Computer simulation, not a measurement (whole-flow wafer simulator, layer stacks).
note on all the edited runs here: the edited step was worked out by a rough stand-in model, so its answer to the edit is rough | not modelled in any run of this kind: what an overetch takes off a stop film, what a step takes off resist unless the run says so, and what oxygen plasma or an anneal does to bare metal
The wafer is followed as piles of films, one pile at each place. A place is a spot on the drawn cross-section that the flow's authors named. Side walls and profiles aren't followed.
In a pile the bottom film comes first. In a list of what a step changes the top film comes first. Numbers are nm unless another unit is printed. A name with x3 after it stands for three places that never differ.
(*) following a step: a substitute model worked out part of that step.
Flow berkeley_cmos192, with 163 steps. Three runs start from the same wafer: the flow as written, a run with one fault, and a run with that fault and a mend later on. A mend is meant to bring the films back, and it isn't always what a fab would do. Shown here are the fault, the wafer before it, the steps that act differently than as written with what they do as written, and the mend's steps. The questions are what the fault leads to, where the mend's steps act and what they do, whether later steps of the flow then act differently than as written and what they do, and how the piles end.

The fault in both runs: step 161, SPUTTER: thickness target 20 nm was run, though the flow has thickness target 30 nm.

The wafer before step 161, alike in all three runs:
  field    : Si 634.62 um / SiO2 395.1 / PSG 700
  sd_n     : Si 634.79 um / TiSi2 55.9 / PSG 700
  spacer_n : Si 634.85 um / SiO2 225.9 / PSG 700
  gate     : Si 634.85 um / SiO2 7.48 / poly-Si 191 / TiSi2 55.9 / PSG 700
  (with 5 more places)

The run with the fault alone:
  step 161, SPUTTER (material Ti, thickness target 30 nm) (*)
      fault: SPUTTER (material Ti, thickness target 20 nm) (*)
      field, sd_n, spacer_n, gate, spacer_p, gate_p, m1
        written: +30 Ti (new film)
        fault: +20 Ti (new film)
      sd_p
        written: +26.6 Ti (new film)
        fault: +17.7 Ti (new film)
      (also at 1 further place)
  None of the later steps of the flow differs from how it acts as written, at any place that is followed, by more than 2% or 0.5 nm, whichever is larger.
  The piles end different from the flow's at field, sd_n, spacer_n and 6 more by more than 2% or 0.5 nm, whichever is larger.
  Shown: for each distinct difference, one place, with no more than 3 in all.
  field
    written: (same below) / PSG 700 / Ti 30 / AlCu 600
    fault: (same below) / PSG 700 / Ti 20 / AlCu 600
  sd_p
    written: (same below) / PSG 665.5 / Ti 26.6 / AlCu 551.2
    fault: (same below) / PSG 665.5 / Ti 17.7 / AlCu 551.7
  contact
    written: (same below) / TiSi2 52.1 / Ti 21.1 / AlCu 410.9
    fault: (same below) / TiSi2 52.1 / Ti 14.1 / AlCu 412.5

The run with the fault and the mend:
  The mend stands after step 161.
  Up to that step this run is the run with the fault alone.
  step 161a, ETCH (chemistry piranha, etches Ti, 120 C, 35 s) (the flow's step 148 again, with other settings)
      field, sd_n, spacer_n, gate, spacer_p, gate_p, m1
        -20 Ti (all of it)
      sd_p
        -17.7 Ti (all of it)
      contact
        -14.1 Ti (all of it), -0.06 TiSi2
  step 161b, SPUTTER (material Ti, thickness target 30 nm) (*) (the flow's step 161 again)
      field, sd_n, spacer_n, gate, spacer_p, gate_p, m1
        +30 Ti (new film)
      sd_p
        +26.6 Ti (new film)
      contact
        +21.1 Ti (new film)
  None of the later steps of the flow acts differently than as written at any place that is followed.
  At the end the piles are close to the flow's at the places that both follow, differing by at most 2% or 0.5 nm, whichever is larger.
